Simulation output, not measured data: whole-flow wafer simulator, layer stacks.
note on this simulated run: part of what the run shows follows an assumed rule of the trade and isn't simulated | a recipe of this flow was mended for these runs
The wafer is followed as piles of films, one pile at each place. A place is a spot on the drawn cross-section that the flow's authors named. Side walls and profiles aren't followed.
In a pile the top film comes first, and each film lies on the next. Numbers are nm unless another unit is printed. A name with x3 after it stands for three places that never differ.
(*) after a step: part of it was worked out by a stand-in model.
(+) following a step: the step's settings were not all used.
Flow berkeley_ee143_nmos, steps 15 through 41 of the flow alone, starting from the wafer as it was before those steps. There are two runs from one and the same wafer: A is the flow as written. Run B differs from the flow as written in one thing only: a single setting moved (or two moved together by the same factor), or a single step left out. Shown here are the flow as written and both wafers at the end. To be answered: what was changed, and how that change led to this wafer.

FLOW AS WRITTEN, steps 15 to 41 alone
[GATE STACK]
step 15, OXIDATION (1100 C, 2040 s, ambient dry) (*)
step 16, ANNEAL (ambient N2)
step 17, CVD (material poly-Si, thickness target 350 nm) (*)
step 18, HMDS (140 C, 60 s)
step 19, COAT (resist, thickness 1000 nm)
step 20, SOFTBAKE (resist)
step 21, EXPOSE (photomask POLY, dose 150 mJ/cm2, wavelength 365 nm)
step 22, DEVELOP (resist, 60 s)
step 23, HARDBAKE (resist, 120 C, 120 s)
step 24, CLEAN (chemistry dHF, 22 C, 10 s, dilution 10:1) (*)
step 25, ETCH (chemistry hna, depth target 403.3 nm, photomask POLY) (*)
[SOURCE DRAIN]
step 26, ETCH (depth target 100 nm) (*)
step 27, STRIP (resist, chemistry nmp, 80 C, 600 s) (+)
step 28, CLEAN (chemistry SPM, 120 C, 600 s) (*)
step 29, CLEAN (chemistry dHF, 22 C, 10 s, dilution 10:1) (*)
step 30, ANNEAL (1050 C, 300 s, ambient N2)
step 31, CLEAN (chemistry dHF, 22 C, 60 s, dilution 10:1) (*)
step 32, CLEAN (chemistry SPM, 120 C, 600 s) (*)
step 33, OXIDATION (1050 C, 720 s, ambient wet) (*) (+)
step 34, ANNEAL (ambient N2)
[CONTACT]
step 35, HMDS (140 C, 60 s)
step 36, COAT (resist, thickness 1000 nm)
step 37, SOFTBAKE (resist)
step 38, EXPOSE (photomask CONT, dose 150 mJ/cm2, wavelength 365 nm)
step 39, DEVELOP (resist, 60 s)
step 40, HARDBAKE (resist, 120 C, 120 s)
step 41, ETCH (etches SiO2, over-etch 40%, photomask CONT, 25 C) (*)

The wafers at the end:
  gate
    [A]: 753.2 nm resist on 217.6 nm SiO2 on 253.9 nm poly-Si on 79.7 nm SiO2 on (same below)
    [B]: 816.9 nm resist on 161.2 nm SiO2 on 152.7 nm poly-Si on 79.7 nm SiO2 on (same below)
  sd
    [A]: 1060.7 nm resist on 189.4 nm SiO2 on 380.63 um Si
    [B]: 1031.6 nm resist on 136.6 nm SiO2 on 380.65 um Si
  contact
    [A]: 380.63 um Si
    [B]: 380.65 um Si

What caused this: step 17, CVD: thickness target 224 nm was run, though the flow has thickness target 350 nm; step 33, OXIDATION: 461 s was run, where the flow has 720 s.

Step by step, how the change led to this:
  step 17, CVD (material poly-Si, thickness target 350 nm) (*)
      gate, sd, contact, field: A poly-Si gains 350 (new film) | B poly-Si gains 224 (new film)
  step 19, COAT (resist, thickness 1000 nm)
      field: A resist gains 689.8 (new film) | B resist gains 665.9 (new film)
  step 22, DEVELOP (resist, 60 s)
      field: A resist loses 689.8 (all of it) | B resist loses 665.9 (all of it)
  step 25, ETCH (chemistry hna, depth target 403.3 nm, photomask POLY) (*)
      sd, contact, field: A poly-Si loses 350 (all of it), SiO2 loses 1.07 | B poly-Si loses 224 (all of it), SiO2 loses 3.59
  step 26, ETCH (depth target 100 nm) (*)
      sd, contact: A SiO2 loses 78.6 (all of it) | B SiO2 loses 76.1 (all of it)
  step 33, OXIDATION (1050 C, 720 s, ambient wet) (*) (+)
      sd, contact: A SiO2 gains 189.4 (new film), chemical SiO2 loses 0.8 (all of it), Si loses 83 | B SiO2 gains 136.6 (new film), chemical SiO2 loses 0.8 (all of it), Si loses 59.8
      gate: A SiO2 gains 217.6 (new film), chemical SiO2 loses 0.8 (all of it), poly-Si loses 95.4 | B SiO2 gains 161.2 (new film), chemical SiO2 loses 0.8 (all of it), poly-Si loses 70.6
      (and at 1 other place as well)
  step 36, COAT (resist, thickness 1000 nm)
      gate: A resist gains 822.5 (new film) | B resist gains 892.4 (new film)
      sd: A resist gains 1160.4 (new film) | B resist gains 1128.4 (new film)
      (and at 1 other place as well)
  step 40, HARDBAKE (resist, 120 C, 120 s)
      gate: A resist loses 69 | B resist loses 75.2
      sd: A resist loses 99.3 | B resist loses 96.4
      (and at 1 other place as well)
  step 41, ETCH (etches SiO2, over-etch 40%, photomask CONT, 25 C) (*)
      contact: A SiO2 loses 189.4 (all of it) | B SiO2 loses 136.6 (all of it)
